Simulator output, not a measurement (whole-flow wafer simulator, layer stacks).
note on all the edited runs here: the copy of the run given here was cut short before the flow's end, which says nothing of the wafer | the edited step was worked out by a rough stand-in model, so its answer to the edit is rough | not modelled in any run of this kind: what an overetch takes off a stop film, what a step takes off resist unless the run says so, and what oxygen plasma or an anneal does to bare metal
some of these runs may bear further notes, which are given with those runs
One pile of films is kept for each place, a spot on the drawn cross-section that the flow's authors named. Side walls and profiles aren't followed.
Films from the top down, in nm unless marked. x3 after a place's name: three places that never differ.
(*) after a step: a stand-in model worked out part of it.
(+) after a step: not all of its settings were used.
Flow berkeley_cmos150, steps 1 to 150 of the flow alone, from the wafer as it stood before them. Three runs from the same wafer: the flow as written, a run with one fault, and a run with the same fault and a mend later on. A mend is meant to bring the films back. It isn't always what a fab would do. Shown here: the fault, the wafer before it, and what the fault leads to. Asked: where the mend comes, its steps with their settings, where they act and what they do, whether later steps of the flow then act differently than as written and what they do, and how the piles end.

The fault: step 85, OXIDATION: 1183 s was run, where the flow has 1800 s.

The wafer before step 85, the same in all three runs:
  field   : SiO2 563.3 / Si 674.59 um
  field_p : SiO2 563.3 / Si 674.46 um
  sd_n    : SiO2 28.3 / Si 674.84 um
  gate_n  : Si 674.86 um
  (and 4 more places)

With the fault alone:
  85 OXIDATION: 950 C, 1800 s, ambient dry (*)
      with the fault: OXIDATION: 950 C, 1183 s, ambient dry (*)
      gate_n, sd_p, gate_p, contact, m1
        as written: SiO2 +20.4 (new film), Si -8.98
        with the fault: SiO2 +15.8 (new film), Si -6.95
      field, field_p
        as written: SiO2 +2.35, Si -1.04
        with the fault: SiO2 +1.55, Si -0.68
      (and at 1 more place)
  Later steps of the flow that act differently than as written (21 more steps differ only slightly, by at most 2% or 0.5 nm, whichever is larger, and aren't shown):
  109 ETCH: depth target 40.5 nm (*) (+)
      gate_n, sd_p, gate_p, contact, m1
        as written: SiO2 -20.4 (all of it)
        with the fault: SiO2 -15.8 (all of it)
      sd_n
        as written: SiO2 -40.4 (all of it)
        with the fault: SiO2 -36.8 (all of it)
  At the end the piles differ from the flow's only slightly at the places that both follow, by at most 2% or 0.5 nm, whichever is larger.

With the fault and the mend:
  The mend comes after step 94.
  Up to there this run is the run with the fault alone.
  94a STRIP (*) (+)
      field_p
        KrF resist -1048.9 (all of it)
      sd_p
        KrF resist -1274.6 (all of it)
      gate_p
        KrF resist -1249.2 (all of it)
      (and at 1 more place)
  94b CLEAN: chemistry SPM, 600 s (the flow's step 77 once more)
      changes no film at any place that is followed
  94c OXIDATION: 950 C, 528 s, ambient dry (*) (the flow's step 85 once more, with other settings)
      gate_n, sd_p, gate_p, contact, m1
        SiO2 +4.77, Si -2.1
      field, field_p
        SiO2 +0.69, Si -0.3
      sd_n
        SiO2 +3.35, Si -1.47
  94d HMDS (the flow's step 88 once more)
      changes no film at any place that is followed
  94e COAT: KrF resist, thickness 1100 nm (*) (the flow's step 89 once more)
      field
        KrF resist +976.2 (new film)
      field_p
        KrF resist +1087.8 (new film)
      sd_n
        KrF resist +1243.1 (new film)
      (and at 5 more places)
  94f SOFTBAKE: KrF resist (the flow's step 90 once more)
      changes no film at any place that is followed
  94g EXPOSE: photomask NWELL INV, NA 0.5, wavelength 248 nm (*) (the flow's step 91 once more)
      changes no film at any place that is followed
  94h PEB: KrF resist, 110 C, 90 s (the flow's step 92 once more)
      field
        KrF resist -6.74
      field_p
        KrF resist -7.53
      sd_n
        KrF resist -8.63
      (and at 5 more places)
  94i DEVELOP: KrF resist, thickness 1100 nm, developer developer-D-0.26N, 45 s (the flow's step 93 once more)
      field_p, sd_p, gate_p, m1
        KrF resist -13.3
      field
        KrF resist -969.5 (all of it)
      sd_n
        KrF resist -1234.4 (all of it)
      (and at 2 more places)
  94j HARDBAKE: 120 C, 7200 s (the flow's step 94 once more)
      field_p
        KrF resist -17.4
      sd_p
        KrF resist -21.4
      gate_p
        KrF resist -20.9
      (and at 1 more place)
  No later step of the flow acts differently than as written, at any place that is followed, by more than 2% or 0.5 nm, whichever is larger.
  At the end the piles differ from the flow's only slightly at the places that both follow, by at most 2% or 0.5 nm, whichever is larger.
